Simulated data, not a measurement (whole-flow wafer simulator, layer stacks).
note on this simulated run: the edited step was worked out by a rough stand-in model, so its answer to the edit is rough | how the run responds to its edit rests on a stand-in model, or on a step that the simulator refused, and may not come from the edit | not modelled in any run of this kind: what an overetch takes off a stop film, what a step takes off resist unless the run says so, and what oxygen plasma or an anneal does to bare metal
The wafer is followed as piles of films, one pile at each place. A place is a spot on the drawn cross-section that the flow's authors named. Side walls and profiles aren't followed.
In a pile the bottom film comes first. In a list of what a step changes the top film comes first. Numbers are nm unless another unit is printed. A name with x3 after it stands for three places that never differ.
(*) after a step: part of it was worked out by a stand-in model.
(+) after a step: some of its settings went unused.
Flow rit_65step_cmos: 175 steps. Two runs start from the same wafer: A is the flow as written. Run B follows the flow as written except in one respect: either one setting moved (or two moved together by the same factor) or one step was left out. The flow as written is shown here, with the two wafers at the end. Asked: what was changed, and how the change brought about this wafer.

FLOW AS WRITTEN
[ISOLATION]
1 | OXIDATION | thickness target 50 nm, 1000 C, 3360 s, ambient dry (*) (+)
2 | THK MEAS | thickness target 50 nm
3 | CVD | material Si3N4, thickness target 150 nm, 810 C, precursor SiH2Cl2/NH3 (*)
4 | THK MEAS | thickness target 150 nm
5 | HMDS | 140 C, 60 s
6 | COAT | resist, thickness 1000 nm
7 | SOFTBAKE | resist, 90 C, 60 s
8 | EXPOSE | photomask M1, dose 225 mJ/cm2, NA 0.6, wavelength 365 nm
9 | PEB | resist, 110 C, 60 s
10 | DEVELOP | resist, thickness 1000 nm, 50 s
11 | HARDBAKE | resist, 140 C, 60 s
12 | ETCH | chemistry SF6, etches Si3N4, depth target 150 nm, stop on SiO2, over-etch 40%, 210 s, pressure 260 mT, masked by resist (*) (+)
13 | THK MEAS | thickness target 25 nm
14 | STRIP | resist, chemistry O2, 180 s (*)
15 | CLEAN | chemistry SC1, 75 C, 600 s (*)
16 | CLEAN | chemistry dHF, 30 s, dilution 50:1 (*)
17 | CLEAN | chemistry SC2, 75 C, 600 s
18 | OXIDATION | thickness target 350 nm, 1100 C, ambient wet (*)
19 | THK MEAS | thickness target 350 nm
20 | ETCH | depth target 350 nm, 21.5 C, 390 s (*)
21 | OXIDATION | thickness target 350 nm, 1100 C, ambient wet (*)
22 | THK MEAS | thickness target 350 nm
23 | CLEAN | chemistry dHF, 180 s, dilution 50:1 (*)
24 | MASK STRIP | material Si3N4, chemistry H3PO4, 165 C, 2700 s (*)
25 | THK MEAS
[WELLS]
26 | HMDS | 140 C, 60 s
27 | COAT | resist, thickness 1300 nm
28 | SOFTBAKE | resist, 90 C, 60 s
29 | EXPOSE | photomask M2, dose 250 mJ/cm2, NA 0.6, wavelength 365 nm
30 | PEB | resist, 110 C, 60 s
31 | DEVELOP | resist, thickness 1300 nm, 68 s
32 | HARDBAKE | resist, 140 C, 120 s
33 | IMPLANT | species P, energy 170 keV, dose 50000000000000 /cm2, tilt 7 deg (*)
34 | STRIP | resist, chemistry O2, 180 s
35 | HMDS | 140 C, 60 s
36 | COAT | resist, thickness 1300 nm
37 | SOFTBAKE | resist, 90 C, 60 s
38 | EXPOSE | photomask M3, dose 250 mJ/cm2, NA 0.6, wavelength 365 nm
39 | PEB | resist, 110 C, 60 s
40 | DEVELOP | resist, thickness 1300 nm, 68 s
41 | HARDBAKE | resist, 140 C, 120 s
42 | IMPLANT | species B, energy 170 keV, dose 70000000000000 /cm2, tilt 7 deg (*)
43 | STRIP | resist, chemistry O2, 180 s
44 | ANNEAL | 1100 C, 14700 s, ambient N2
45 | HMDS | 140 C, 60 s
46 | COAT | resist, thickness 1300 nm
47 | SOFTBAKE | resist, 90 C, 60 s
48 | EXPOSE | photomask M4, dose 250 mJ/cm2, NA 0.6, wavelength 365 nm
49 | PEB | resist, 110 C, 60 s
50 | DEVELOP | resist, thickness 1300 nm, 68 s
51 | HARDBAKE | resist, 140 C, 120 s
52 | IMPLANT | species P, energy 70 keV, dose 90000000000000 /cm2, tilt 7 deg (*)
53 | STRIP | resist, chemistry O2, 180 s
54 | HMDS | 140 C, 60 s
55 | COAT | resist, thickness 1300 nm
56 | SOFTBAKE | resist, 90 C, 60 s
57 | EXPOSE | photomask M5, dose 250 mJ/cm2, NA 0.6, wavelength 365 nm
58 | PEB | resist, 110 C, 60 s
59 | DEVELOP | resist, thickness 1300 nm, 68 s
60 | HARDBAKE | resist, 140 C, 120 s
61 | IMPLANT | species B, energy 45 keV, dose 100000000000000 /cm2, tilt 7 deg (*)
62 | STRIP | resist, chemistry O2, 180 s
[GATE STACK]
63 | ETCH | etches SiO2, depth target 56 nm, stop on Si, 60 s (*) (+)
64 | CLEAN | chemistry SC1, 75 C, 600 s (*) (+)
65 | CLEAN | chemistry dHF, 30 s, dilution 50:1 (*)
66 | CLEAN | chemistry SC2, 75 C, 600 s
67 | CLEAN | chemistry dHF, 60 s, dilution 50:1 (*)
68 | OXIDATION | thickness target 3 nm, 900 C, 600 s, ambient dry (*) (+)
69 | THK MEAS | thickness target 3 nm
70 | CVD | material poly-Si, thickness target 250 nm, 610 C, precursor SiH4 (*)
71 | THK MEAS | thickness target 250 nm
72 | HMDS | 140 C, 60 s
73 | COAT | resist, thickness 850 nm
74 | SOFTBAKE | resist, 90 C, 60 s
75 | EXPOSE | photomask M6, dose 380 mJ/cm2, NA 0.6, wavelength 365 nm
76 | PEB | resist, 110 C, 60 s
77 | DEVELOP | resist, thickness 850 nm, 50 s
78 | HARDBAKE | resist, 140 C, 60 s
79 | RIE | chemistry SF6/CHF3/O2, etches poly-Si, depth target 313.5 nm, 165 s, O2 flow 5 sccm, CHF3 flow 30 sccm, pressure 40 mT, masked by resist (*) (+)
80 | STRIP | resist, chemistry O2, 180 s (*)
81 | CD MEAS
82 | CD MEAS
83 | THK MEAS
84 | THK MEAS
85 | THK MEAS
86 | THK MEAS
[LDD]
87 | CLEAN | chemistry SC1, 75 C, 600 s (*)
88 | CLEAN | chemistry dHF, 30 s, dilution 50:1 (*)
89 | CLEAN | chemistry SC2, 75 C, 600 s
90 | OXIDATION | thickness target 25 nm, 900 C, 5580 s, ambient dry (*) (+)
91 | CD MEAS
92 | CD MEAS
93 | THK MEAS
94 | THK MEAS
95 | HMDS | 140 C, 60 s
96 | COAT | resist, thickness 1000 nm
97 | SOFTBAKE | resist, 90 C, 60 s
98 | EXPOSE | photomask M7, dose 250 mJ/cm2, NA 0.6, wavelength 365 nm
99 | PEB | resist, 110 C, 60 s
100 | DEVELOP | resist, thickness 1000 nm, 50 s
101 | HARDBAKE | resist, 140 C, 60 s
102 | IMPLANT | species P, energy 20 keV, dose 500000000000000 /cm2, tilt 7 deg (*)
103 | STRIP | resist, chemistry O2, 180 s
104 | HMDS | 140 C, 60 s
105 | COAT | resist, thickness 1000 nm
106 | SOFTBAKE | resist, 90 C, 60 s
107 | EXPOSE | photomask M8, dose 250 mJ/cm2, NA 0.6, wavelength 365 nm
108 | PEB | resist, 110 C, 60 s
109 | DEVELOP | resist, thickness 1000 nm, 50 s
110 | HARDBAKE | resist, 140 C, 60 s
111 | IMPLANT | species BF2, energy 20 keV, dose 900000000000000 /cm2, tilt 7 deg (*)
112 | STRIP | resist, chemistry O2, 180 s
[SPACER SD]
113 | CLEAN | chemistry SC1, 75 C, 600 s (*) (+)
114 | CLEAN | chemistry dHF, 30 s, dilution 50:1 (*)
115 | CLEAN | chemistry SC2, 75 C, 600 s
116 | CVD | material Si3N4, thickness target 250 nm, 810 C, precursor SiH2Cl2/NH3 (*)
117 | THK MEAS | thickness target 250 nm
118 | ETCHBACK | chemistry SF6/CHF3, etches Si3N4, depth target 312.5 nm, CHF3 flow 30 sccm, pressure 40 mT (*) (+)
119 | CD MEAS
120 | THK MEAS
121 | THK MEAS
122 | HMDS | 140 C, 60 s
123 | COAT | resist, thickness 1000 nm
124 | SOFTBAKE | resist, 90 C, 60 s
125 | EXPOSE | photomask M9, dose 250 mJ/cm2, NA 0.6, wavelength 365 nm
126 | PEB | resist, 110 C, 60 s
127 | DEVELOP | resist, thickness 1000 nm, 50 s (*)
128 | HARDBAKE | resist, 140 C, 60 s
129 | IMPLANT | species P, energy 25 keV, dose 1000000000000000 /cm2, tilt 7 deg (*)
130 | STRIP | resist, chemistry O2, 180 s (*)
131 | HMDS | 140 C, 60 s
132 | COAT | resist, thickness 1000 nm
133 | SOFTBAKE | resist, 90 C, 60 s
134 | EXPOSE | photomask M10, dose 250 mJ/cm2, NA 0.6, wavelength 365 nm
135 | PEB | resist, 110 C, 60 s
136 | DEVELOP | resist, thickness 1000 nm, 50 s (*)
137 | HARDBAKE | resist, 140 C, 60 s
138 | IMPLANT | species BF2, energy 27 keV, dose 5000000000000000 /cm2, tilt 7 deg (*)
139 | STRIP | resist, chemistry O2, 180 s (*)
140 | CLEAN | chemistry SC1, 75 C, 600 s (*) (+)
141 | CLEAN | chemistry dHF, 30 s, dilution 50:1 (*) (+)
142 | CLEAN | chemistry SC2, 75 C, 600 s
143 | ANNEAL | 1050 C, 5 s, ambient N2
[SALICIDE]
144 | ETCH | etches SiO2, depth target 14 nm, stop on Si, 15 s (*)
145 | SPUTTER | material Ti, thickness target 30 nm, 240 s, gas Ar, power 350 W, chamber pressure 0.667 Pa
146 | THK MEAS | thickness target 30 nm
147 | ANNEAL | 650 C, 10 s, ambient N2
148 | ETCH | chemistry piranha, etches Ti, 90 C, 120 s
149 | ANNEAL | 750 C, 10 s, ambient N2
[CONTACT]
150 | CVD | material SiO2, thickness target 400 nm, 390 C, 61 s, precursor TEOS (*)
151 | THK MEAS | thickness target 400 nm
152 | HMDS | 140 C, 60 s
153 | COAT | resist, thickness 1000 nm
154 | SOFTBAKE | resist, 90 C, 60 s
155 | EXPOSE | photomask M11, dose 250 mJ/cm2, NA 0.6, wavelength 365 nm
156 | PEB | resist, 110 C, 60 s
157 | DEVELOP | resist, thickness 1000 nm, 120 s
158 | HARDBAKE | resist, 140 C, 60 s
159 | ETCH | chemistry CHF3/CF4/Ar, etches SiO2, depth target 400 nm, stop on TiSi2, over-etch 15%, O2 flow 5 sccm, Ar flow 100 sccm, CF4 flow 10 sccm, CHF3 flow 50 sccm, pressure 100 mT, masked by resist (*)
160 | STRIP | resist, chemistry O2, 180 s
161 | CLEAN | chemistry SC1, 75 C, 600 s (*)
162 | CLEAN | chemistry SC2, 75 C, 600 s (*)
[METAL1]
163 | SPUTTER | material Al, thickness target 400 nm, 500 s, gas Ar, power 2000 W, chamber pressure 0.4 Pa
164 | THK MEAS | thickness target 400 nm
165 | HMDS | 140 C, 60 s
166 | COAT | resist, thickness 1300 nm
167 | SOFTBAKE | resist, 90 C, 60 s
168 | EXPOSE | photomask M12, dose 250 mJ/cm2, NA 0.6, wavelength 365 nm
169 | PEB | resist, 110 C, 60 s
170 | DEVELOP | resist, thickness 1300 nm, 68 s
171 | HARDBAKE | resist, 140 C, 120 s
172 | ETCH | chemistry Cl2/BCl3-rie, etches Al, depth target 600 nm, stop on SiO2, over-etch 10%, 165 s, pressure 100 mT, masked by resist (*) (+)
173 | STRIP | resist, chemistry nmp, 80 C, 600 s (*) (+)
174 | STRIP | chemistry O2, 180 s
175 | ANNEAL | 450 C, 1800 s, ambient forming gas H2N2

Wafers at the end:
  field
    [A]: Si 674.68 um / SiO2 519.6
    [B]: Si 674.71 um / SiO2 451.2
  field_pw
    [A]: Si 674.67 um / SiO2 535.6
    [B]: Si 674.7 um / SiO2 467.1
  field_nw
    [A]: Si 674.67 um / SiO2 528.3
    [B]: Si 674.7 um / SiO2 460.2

What caused this: step 21, OXIDATION: thickness target 280 nm was run, though the flow has thickness target 350 nm.

The path from the change to this, step by step:
  21 | OXIDATION | thickness target 350 nm, 1100 C, ambient wet (*)
      active_n, active_p, gate_n and 7 more: A SiO2 gains 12 (new film), Si3N4 loses 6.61 | B SiO2 gains 8.93 (new film), Si3N4 loses 4.93
      field, field_pw, field_nw, field_p: A SiO2 gains 350 (new film), Si loses 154 | B SiO2 gains 280 (new film), Si loses 123.2
  23 | CLEAN | chemistry dHF, 180 s, dilution 50:1 (*)
      active_n, active_p, gate_n and 7 more: A SiO2 loses 12 (all of it), Si3N4 loses 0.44 | B SiO2 loses 8.93 (all of it), Si3N4 loses 0.72
  27 | COAT | resist, thickness 1300 nm
      field: A resist gains 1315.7 (new film) | B resist gains 1344.5 (new film)
      field_p: A resist gains 1315.6 (new film) | B resist gains 1344.4 (new film)
  30 | PEB | resist, 110 C, 60 s
      field, field_p: A resist loses 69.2 | B resist loses 70.7
  31 | DEVELOP | resist, thickness 1300 nm, 68 s
      field_p: A resist loses 1246.4 (all of it) | B resist loses 1273.7 (all of it)
  32 | HARDBAKE | resist, 140 C, 120 s
      field: A resist loses 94 | B resist loses 96
  34 | STRIP | resist, chemistry O2, 180 s
      field: A resist loses 1152.5 (all of it) | B resist loses 1177.8 (all of it)
  36 | COAT | resist, thickness 1300 nm
      field: A resist gains 1315.7 (new film) | B resist gains 1344.5 (new film)
      field_p: A resist gains 1315.6 (new film) | B resist gains 1344.4 (new film)
  39 | PEB | resist, 110 C, 60 s
      field, field_p: A resist loses 69.2 | B resist loses 70.7
  40 | DEVELOP | resist, thickness 1300 nm, 68 s
      field: A resist loses 1246.5 (all of it) | B resist loses 1273.8 (all of it)
  41 | HARDBAKE | resist, 140 C, 120 s
      field_p: A resist loses 94 | B resist loses 96
  43 | STRIP | resist, chemistry O2, 180 s
      field_p: A resist loses 1152.5 (all of it) | B resist loses 1177.6 (all of it)
  46 | COAT | resist, thickness 1300 nm
      field: A resist gains 1315.7 (new film) | B resist gains 1344.5 (new film)
      field_p: A resist gains 1315.6 (new film) | B resist gains 1344.4 (new film)
  49 | PEB | resist, 110 C, 60 s
      field, field_p: A resist loses 69.2 | B resist loses 70.7
  50 | DEVELOP | resist, thickness 1300 nm, 68 s
      field_p: A resist loses 1246.4 (all of it) | B resist loses 1273.7 (all of it)
  51 | HARDBAKE | resist, 140 C, 120 s
      field: A resist loses 94 | B resist loses 96
  ... 36 further steps ...
  170 | DEVELOP | resist, thickness 1300 nm, 68 s
      field: A resist loses 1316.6 (all of it) | B resist loses 1346.5 (all of it)
      field_p: A resist loses 1324.1 (all of it) | B resist loses 1354 (all of it)
